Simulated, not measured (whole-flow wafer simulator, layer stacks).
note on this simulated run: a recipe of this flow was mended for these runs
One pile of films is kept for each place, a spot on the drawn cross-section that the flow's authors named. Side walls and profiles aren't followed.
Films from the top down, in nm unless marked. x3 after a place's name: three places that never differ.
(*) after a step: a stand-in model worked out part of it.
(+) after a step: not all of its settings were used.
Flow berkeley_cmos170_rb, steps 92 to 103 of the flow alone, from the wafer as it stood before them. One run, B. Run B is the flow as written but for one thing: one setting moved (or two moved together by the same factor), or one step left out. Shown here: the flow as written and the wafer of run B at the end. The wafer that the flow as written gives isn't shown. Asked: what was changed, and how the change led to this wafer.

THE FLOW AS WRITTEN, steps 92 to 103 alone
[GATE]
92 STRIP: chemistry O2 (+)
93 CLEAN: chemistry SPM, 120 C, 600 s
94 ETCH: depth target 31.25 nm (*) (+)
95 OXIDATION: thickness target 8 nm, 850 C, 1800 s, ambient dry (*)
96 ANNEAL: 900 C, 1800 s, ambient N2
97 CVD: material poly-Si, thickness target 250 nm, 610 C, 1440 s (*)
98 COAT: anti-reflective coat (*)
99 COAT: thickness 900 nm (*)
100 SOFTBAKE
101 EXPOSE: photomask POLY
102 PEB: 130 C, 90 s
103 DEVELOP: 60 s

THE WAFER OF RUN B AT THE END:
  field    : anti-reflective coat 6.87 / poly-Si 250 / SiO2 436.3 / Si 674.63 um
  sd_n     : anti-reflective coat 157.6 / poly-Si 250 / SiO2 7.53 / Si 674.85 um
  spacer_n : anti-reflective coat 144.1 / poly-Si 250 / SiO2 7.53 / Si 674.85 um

The cause: step 94, ETCH: depth target 26.75 nm was run, where the flow has depth target 31.25 nm.

How the change led to this, step by step:
  94 ETCH: depth target 31.25 nm (*) (+)
      field: SiO2 -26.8 (as written it would be: SiO2 -31.2)
  98 COAT: anti-reflective coat (*)
      sd_n: anti-reflective coat +157.6 (new film) (as written it would be: anti-reflective coat +154.3 (new film))
